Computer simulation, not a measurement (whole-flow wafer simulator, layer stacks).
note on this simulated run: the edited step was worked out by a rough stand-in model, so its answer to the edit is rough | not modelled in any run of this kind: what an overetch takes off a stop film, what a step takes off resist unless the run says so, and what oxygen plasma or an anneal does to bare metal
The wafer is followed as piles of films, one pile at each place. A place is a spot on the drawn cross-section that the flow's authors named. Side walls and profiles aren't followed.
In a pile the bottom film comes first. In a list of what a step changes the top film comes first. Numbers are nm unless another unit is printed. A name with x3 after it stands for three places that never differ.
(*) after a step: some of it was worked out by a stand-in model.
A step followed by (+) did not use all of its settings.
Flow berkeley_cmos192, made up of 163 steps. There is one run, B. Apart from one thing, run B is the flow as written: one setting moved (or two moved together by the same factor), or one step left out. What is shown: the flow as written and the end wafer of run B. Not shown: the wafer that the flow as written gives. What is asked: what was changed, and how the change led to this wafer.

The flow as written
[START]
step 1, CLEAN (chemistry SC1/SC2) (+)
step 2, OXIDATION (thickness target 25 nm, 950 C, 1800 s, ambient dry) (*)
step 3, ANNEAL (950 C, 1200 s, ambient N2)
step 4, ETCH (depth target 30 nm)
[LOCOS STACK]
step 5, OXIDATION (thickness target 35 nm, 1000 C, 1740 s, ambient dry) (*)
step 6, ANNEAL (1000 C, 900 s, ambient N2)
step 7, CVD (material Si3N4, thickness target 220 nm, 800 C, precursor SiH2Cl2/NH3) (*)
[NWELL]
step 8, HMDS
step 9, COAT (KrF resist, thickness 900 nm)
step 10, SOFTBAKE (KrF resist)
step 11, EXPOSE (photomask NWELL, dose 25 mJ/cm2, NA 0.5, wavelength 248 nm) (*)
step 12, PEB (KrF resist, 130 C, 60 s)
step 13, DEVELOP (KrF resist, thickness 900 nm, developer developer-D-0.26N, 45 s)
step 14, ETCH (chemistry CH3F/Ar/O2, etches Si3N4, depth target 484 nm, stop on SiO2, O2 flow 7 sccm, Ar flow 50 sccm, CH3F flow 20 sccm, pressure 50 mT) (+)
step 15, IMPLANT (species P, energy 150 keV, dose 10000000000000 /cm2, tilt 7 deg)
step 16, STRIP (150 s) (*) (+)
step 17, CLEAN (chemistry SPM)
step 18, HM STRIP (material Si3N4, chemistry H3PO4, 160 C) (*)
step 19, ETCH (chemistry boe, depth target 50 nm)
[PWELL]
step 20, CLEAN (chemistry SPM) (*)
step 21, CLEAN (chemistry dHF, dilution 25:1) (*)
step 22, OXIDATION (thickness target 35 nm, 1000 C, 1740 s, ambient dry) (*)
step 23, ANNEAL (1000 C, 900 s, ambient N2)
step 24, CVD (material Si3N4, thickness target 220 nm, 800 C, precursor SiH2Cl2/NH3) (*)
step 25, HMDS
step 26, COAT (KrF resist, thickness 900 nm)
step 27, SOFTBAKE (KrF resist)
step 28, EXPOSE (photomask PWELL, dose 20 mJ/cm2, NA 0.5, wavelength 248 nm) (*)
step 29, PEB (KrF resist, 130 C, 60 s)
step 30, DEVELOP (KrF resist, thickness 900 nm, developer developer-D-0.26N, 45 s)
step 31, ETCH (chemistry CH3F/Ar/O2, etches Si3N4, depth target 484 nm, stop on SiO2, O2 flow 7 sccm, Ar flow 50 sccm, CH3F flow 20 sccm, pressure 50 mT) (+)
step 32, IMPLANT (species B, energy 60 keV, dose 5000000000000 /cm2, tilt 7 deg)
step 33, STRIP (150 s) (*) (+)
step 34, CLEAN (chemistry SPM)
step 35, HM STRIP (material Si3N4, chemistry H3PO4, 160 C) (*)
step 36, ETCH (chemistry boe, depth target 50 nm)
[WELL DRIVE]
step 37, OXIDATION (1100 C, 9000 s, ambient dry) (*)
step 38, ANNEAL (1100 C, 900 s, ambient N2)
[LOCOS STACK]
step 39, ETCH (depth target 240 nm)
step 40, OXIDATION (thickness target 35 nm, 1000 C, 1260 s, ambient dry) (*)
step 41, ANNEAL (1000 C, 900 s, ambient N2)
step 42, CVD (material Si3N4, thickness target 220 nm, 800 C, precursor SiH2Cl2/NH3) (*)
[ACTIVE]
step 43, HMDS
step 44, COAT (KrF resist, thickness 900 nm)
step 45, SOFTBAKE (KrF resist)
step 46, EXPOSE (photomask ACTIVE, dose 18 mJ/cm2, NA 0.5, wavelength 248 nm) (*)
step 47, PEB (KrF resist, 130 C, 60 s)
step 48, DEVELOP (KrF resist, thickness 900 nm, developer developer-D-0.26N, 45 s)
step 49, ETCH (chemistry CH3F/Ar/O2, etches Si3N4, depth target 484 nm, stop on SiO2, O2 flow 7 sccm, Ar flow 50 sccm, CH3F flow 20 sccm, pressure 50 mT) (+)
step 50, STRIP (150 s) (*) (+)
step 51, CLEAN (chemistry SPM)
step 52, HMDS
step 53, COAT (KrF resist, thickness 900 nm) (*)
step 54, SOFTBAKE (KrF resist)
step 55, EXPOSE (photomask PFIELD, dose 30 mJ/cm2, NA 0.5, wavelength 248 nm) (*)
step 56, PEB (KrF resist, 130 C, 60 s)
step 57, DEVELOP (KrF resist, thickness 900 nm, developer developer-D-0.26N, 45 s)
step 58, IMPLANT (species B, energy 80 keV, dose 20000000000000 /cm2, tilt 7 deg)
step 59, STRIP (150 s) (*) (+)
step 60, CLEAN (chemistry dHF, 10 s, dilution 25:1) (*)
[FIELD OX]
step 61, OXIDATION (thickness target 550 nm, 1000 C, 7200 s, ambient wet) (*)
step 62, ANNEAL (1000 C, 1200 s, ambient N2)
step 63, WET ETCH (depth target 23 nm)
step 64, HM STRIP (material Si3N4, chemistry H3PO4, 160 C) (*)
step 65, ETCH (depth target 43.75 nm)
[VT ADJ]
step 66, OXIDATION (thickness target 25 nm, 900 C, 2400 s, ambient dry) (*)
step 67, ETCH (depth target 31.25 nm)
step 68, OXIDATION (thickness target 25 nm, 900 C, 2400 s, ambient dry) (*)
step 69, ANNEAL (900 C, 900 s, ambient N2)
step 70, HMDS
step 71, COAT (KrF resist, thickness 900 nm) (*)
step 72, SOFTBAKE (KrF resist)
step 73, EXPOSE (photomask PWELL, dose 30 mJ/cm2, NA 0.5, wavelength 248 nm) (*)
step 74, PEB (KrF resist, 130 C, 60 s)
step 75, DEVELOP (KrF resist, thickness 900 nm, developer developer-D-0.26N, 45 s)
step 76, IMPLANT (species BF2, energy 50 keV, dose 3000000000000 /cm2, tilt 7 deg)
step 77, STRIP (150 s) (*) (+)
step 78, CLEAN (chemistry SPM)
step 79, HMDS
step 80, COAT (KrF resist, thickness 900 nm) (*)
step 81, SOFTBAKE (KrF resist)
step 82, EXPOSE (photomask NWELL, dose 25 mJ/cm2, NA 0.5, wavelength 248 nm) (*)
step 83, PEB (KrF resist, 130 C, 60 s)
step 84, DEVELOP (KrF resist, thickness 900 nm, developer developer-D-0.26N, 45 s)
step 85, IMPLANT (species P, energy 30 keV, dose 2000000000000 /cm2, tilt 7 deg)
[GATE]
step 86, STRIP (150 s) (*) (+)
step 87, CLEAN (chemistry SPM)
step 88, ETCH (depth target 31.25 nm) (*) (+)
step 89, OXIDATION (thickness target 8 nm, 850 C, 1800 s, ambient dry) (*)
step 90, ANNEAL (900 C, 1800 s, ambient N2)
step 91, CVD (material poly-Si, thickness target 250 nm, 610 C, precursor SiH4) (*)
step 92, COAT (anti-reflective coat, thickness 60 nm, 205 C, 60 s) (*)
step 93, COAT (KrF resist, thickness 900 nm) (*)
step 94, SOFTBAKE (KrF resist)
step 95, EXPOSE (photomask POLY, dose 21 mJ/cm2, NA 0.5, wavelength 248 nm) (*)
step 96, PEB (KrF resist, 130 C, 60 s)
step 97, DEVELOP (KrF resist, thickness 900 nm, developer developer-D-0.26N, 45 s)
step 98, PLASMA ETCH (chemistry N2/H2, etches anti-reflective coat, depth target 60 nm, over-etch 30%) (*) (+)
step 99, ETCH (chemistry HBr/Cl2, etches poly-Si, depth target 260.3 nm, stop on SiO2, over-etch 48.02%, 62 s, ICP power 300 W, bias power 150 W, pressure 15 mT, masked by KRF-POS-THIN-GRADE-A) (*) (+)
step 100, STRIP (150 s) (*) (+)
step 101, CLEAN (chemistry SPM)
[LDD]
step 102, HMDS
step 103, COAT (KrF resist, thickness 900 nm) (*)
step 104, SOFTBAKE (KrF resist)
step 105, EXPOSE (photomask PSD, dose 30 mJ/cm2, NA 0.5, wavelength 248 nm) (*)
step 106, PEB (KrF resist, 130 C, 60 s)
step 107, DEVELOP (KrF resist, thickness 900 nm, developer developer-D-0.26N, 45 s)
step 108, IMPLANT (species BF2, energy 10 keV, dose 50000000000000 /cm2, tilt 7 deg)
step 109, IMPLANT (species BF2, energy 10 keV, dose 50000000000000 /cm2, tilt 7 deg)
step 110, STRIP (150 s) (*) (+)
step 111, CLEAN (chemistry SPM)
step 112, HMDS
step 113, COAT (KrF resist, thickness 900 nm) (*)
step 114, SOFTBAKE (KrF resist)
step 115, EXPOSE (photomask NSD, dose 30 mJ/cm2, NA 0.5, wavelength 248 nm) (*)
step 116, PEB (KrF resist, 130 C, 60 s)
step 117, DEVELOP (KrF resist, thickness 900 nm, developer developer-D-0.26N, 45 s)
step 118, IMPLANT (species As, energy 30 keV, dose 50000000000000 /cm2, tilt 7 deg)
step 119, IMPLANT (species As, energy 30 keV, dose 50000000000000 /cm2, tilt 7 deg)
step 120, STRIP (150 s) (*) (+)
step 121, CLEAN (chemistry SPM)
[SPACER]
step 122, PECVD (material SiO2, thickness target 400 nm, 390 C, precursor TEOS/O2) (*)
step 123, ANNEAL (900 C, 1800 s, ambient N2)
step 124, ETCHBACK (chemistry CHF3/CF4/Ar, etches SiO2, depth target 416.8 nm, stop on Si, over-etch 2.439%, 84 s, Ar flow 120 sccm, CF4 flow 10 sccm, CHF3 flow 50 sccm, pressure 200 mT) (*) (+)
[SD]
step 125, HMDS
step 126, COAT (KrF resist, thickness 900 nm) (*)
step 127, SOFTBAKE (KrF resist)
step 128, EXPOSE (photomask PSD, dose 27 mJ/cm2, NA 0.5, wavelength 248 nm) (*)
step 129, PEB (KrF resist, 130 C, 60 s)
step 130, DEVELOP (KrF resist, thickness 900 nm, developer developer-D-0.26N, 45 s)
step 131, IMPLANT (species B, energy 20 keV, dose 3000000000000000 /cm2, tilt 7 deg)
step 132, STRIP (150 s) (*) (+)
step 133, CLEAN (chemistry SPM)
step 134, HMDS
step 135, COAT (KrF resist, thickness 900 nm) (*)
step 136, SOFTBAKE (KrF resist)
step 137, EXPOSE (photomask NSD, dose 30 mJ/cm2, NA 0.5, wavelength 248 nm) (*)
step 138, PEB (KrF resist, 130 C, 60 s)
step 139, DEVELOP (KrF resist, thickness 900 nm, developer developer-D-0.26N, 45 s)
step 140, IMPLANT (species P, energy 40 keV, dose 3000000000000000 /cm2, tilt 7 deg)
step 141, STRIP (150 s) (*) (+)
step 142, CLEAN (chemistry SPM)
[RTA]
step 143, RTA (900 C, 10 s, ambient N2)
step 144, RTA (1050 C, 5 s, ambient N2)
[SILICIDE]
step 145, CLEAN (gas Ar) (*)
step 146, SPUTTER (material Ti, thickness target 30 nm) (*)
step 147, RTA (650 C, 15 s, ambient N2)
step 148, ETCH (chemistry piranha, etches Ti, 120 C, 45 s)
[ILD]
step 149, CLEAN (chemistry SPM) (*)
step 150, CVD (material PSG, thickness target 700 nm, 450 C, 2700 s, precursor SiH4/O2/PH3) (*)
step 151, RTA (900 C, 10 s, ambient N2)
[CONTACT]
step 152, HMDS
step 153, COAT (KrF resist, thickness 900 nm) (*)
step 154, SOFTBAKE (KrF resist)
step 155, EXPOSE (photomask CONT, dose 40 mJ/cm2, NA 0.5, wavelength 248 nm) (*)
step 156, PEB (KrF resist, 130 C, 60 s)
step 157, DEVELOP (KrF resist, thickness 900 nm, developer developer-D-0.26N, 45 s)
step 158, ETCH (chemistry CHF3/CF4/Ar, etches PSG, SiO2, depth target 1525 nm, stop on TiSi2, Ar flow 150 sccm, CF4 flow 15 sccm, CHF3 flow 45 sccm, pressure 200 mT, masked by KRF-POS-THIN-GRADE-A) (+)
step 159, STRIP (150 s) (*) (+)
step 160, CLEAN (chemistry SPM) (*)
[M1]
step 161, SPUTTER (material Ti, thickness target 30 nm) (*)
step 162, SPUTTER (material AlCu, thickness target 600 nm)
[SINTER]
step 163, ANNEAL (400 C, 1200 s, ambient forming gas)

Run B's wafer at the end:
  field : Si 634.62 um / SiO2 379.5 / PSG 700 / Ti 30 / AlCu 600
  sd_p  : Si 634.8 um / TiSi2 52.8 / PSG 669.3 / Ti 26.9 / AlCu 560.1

What caused this: step 88, ETCH: depth target 46.88 nm was run, while the flow as written has depth target 31.25 nm.

Step by step, how the change led to this:
  step 88, ETCH (depth target 31.25 nm) (*) (+)
      field: SiO2 loses 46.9 (it would be, as written: SiO2 loses 31.2)
  step 92, COAT (anti-reflective coat, thickness 60 nm, 205 C, 60 s) (*)
      sd_n: anti-reflective coat gains 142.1 (new film) (it would be, as written: anti-reflective coat gains 152.4 (new film))
      spacer_n: anti-reflective coat gains 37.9 (new film) (it would be, as written: anti-reflective coat gains 33.8 (new film))
      (as well as at 6 more places)
  step 98, PLASMA ETCH (chemistry N2/H2, etches anti-reflective coat, depth target 60 nm, over-etch 30%) (*) (+)
      sd_n: anti-reflective coat loses 142.1 (all of it), poly-Si loses 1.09 (it would be, as written: anti-reflective coat loses 152.4 (all of it), poly-Si loses 1.17)
      spacer_n: anti-reflective coat loses 37.9 (all of it), poly-Si loses 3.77 (it would be, as written: anti-reflective coat loses 33.8 (all of it), poly-Si loses 4.21)
      (as well as at 4 more places)
  step 100, STRIP (150 s) (*) (+)
      gate: chemical SiO2 gains 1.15 (new film), KrF resist loses 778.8 (all of it), anti-reflective coat loses 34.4 (all of it), poly-Si loses 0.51 (it would be, as written: chemical SiO2 gains 1.15 (new film), KrF resist loses 791.8 (all of it), anti-reflective coat loses 30 (all of it), poly-Si loses 0.51)
      gate_p: chemical SiO2 gains 1.15 (new film), KrF resist loses 756.1 (all of it), anti-reflective coat loses 34.3 (all of it), poly-Si loses 0.51 (it would be, as written: chemical SiO2 gains 1.15 (new film), KrF resist loses 765.1 (all of it), anti-reflective coat loses 31 (all of it), poly-Si loses 0.51)
  step 147, RTA (650 C, 15 s, ambient N2)
      sd_p: Ti loses 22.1, TiSi first gains 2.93 (new film), TiSi2 C49 gains 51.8 (new film), Si loses 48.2 (it would be, as written: Ti loses 21.9, TiSi first gains 2.35 (new film), TiSi2 C49 gains 52.1 (new film), Si loses 48.1)
  step 151, RTA (900 C, 10 s, ambient N2)
      sd_p: under 1 film: TiSi2 gains 52.8 (new film), TiSi first loses 2.83 (all of it), TiSi2 C49 loses 51.8 (all of it), Si loses 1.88 (it would be, as written: under 1 film: TiSi2 gains 52.2 (new film), TiSi first loses 2.25 (all of it), TiSi2 C49 loses 52.1 (all of it), Si loses 1.5)
